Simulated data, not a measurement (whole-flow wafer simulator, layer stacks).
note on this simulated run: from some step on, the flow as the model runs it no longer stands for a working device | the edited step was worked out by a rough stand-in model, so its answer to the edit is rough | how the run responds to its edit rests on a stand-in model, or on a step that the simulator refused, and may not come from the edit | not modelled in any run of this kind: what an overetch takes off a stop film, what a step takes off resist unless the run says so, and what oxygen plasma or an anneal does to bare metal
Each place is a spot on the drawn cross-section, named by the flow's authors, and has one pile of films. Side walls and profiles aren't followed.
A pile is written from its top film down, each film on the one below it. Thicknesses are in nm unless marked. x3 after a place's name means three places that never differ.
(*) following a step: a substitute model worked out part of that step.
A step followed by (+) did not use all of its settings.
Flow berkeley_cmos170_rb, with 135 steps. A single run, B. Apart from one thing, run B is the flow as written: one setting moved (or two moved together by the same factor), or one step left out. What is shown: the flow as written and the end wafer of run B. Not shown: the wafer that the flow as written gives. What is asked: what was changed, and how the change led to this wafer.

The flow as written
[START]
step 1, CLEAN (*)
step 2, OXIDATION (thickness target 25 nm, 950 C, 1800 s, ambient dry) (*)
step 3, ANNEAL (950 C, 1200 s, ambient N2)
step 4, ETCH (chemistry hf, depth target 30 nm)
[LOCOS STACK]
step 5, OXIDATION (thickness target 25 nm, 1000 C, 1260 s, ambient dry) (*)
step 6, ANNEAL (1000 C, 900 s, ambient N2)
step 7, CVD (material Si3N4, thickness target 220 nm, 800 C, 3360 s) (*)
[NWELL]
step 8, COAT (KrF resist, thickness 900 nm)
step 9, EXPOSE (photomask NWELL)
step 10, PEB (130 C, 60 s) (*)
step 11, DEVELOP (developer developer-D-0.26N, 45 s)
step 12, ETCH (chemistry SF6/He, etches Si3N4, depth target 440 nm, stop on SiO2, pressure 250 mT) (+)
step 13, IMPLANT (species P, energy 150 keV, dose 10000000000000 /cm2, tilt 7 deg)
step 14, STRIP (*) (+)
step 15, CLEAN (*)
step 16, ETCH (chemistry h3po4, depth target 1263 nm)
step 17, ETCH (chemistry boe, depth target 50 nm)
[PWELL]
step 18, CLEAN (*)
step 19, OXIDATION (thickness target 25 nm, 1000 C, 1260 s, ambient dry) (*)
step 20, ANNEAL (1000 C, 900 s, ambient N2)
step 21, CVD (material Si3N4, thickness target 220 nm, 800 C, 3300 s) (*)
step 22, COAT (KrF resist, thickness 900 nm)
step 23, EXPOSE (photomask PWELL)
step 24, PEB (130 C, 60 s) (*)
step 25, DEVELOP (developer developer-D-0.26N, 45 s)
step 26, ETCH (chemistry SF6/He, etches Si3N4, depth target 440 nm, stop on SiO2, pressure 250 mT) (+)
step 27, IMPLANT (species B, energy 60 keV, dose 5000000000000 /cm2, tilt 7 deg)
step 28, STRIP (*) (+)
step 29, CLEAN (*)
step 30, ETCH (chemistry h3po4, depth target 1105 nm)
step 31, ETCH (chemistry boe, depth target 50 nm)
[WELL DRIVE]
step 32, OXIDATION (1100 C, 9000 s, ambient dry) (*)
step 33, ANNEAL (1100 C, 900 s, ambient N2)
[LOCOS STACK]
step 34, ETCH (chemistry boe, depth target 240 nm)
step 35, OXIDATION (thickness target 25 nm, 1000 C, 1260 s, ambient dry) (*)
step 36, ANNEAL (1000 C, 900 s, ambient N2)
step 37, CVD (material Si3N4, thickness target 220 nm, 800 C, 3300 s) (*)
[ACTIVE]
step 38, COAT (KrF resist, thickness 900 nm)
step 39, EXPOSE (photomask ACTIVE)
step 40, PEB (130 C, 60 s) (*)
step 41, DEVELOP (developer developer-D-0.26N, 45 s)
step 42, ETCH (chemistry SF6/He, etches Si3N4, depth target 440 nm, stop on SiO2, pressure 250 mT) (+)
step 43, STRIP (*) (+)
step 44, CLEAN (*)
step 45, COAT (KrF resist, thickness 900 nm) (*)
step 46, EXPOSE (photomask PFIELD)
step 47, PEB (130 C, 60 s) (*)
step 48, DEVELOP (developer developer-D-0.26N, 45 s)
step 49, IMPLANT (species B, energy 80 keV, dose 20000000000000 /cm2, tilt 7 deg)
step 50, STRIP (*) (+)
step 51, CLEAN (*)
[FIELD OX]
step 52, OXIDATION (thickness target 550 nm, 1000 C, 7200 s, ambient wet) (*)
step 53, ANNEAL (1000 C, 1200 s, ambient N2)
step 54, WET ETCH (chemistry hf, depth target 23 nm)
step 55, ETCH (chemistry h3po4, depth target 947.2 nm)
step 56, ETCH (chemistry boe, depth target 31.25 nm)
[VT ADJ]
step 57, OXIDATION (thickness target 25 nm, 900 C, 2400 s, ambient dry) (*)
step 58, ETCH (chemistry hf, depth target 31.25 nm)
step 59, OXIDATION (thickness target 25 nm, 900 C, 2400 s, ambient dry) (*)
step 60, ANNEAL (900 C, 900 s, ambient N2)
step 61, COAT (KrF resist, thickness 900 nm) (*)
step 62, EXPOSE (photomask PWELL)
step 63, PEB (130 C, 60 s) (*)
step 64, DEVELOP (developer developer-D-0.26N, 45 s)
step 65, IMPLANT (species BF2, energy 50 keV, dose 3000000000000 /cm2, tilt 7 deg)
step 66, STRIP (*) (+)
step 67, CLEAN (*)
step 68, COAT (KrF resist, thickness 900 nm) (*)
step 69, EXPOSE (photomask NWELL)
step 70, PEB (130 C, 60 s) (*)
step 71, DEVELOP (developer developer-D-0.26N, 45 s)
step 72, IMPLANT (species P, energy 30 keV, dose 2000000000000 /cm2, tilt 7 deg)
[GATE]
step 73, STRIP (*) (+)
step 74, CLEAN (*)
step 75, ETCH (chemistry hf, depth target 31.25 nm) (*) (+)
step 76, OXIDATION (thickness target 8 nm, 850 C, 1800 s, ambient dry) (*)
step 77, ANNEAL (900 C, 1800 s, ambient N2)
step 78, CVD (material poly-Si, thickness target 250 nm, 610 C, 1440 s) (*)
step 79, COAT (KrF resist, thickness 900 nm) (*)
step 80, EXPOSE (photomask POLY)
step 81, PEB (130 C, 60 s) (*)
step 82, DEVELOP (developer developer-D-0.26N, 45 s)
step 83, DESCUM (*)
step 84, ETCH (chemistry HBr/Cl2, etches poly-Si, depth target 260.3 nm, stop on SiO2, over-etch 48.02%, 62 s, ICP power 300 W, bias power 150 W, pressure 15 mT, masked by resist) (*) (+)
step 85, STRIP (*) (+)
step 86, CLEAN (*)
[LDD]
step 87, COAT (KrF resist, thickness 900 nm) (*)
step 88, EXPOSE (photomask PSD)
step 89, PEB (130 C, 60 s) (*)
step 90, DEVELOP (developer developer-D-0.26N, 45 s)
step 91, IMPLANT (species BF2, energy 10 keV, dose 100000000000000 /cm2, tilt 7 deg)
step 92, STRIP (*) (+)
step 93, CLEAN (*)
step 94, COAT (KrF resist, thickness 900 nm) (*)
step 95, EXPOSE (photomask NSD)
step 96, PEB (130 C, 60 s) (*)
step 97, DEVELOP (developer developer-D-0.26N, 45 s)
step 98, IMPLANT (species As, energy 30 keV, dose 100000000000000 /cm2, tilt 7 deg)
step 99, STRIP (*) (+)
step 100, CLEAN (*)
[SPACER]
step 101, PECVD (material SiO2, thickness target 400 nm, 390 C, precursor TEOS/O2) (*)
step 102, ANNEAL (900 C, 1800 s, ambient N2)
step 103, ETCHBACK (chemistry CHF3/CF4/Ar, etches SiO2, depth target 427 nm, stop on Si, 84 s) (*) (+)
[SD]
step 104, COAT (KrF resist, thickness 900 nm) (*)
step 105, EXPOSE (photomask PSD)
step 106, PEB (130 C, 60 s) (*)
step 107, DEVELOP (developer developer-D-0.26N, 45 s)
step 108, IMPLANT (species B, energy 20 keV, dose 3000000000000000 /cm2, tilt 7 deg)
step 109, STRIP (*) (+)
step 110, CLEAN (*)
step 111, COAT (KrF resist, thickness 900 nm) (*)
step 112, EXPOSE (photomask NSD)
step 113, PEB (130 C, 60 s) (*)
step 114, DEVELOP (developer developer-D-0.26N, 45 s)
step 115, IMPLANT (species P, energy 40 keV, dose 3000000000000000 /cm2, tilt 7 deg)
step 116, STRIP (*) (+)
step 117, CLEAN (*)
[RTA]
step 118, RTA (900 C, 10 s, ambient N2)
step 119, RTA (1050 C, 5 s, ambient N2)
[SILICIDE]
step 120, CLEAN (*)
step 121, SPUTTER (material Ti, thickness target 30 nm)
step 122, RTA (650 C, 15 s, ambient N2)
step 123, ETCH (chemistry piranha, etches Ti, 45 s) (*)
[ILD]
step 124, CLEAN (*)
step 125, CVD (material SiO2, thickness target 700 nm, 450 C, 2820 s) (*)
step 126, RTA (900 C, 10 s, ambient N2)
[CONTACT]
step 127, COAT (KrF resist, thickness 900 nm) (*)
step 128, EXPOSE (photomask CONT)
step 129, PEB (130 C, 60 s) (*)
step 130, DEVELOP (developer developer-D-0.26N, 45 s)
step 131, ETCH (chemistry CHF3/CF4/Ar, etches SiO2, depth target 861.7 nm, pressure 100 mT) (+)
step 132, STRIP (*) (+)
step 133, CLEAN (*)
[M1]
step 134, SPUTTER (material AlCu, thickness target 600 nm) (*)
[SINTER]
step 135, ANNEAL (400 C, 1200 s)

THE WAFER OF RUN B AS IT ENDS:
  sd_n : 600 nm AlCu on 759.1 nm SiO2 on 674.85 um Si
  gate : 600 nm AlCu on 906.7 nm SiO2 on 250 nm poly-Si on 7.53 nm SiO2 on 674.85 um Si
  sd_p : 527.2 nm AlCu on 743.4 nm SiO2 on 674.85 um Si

What caused this: step 101, PECVD: thickness target 480 nm was run, whereas the flow has thickness target 400 nm.

The path from the change to this, step by step:
  step 101, PECVD (material SiO2, thickness target 400 nm, 390 C, precursor TEOS/O2) (*)
      field, sd_n, contact, m1: SiO2 gains 480 (it would be, as written: SiO2 gains 400)
      gate, gate_p: SiO2 gains 480 (new film) (it would be, as written: SiO2 gains 400 (new film))
      (as well as at 3 more places)
  step 103, ETCHBACK (chemistry CHF3/CF4/Ar, etches SiO2, depth target 427 nm, stop on Si, 84 s) (*) (+)
      sd_n, contact, m1: SiO2 loses 427 (it would be, as written: SiO2 loses 406.1 (all of it))
      spacer_n, spacer_p: nothing (it would be, as written: SiO2 loses 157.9)
      (as well as at 3 more places)
  step 104, COAT (KrF resist, thickness 900 nm) (*)
      field: KrF resist gains 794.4 (new film) (it would be, as written: KrF resist gains 769.1 (new film))
      sd_n: KrF resist gains 1018.9 (new film) (it would be, as written: KrF resist gains 982.1 (new film))
      (as well as at 7 more places)
  step 107, DEVELOP (developer developer-D-0.26N, 45 s)
      sd_p: KrF resist loses 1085 (all of it) (it would be, as written: KrF resist loses 990.7 (all of it))
      spacer_p: KrF resist loses 686.4 (all of it) (it would be, as written: KrF resist loses 767.7 (all of it))
      (as well as at 1 more place)
  step 109, STRIP (*) (+)
      field: KrF resist loses 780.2 (all of it) (it would be, as written: KrF resist loses 754.9 (all of it))
      sd_n: KrF resist loses 1004.7 (all of it) (it would be, as written: KrF resist loses 967.9 (all of it))
      (as well as at 4 more places)
  step 111, COAT (KrF resist, thickness 900 nm) (*)
      field: KrF resist gains 794.4 (new film) (it would be, as written: KrF resist gains 769.1 (new film))
      sd_n: KrF resist gains 1018.9 (new film) (it would be, as written: KrF resist gains 982.1 (new film))
      (as well as at 7 more places)
  step 114, DEVELOP (developer developer-D-0.26N, 45 s)
      sd_n: KrF resist loses 1018.9 (all of it) (it would be, as written: KrF resist loses 982.1 (all of it))
      spacer_n: KrF resist loses 686.4 (all of it) (it would be, as written: KrF resist loses 766.3 (all of it))
      (as well as at 2 more places)
  step 116, STRIP (*) (+)
      field: KrF resist loses 780.2 (all of it) (it would be, as written: KrF resist loses 754.9 (all of it))
      sd_p: KrF resist loses 1070.8 (all of it) (it would be, as written: KrF resist loses 976.5 (all of it))
      (as well as at 3 more places)
  step 121, SPUTTER (material Ti, thickness target 30 nm)
      gate, gate_p: Ti gains 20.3 (new film) (it would be, as written: Ti gains 30 (new film))
      sd_p: Ti gains 24.6 (new film) (it would be, as written: Ti gains 27.1 (new film))
  step 122, RTA (650 C, 15 s, ambient N2)
      sd_n, contact, m1: nothing (it would be, as written: Ti loses 23.4, TiSi first gains 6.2 (new film), TiSi2 C49 gains 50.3 (new film), Si loses 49)
      gate, gate_p: nothing (it would be, as written: Ti loses 23.4, TiSi first gains 6.2 (new film), TiSi2 C49 gains 50.3 (new film), poly-Si loses 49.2)
      (as well as at 1 more place)
  step 123, ETCH (chemistry piranha, etches Ti, 45 s) (*)
      sd_n, contact, m1: Ti loses 30 (all of it) (it would be, as written: Ti loses 6.6 (all of it))
      gate, gate_p: Ti loses 20.3 (all of it) (it would be, as written: Ti loses 6.6 (all of it))
      (as well as at 1 more place)
  step 125, CVD (material SiO2, thickness target 700 nm, 450 C, 2820 s) (*)
      sd_n, contact, m1: SiO2 gains 700 (it would be, as written: SiO2 gains 700 (new film))
      gate, gate_p: SiO2 gains 853.7 (it would be, as written: SiO2 gains 700 (new film))
      (as well as at 1 more place)
  step 126, RTA (900 C, 10 s, ambient N2)
      sd_n, contact, m1: nothing (it would be, as written: under 1 film: TiSi2 gains 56 (new film), TiSi first loses 6.2 (all of it), TiSi2 C49 loses 50.3 (all of it), Si loses 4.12)
      gate, gate_p: nothing (it would be, as written: under 1 film: TiSi2 gains 56 (new film), TiSi first loses 6.2 (all of it), TiSi2 C49 loses 50.3 (all of it), poly-Si loses 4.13)
      (as well as at 1 more place)
  step 127, COAT (KrF resist, thickness 900 nm) (*)
      field: KrF resist gains 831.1 (new film) (it would be, as written: KrF resist gains 804.9 (new film))
      sd_n: KrF resist gains 1045.5 (new film) (it would be, as written: KrF resist gains 1010 (new film))
      (as well as at 7 more places)
  step 130, DEVELOP (developer developer-D-0.26N, 45 s)
      contact: KrF resist loses 1009.9 (all of it) (it would be, as written: KrF resist loses 979.7 (all of it))
  step 131, ETCH (chemistry CHF3/CF4/Ar, etches SiO2, depth target 861.7 nm, pressure 100 mT) (+)
      contact: SiO2 loses 759.1 (all of it), Si loses 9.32 (it would be, as written: SiO2 loses 700 (all of it), TiSi2 loses 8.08)
  ... and 1 more step ...
  step 134, SPUTTER (material AlCu, thickness target 600 nm) (*)
      sd_p: AlCu gains 527.2 (new film) (it would be, as written: AlCu gains 545.9 (new film))
      contact: AlCu gains 400.6 (new film) (it would be, as written: AlCu gains 415.1 (new film))
